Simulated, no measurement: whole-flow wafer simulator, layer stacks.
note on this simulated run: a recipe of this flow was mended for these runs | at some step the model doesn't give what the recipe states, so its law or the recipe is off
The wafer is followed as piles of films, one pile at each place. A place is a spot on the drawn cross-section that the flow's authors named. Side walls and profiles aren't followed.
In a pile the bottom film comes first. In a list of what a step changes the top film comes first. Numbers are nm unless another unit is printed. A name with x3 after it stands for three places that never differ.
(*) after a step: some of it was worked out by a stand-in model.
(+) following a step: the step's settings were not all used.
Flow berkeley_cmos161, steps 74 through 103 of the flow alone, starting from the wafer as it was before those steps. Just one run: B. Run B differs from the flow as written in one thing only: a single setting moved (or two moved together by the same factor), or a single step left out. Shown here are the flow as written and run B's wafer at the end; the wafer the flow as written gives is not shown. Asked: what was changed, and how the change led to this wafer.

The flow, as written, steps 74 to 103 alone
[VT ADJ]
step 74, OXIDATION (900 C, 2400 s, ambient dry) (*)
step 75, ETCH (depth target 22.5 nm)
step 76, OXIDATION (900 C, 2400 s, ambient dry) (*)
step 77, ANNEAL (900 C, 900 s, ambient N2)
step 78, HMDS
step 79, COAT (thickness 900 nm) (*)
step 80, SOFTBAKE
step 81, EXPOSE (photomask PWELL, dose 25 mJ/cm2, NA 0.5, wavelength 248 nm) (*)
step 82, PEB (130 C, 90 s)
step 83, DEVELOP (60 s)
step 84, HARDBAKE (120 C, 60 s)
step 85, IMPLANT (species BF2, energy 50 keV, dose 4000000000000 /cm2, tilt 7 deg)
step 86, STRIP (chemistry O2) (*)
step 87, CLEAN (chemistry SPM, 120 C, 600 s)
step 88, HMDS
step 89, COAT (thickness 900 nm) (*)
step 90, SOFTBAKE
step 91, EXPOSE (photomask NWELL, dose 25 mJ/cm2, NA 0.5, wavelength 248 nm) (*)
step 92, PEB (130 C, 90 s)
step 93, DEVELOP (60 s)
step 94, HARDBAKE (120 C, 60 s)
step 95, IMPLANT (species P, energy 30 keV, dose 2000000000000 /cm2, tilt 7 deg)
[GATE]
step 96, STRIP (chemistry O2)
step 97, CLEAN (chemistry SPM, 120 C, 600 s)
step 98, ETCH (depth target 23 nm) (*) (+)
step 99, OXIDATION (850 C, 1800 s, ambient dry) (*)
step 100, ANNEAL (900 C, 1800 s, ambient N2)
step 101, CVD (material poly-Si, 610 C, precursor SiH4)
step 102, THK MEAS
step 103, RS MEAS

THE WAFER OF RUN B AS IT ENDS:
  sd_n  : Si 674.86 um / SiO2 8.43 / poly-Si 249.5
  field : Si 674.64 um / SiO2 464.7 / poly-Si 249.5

Cause: step 98, ETCH: depth target 12 nm was run, while the flow as written has depth target 23 nm.

How this came from the change, step by step:
  step 98, ETCH (depth target 23 nm) (*) (+)
      sd_n, spacer_n, gate_n, sd_p, spacer_p, gate_p, contact, m1: SiO2 loses 12 (as written it would have been: SiO2 loses 14.9 (all of it))
      field: SiO2 loses 12 (as written it would have been: SiO2 loses 23)
  step 99, OXIDATION (850 C, 1800 s, ambient dry) (*)
      sd_n, spacer_n, gate_n, sd_p, spacer_p, gate_p, contact, m1: SiO2 gains 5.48, Si loses 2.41 (as written it would have been: SiO2 gains 7.48 (new film), Si loses 3.29)
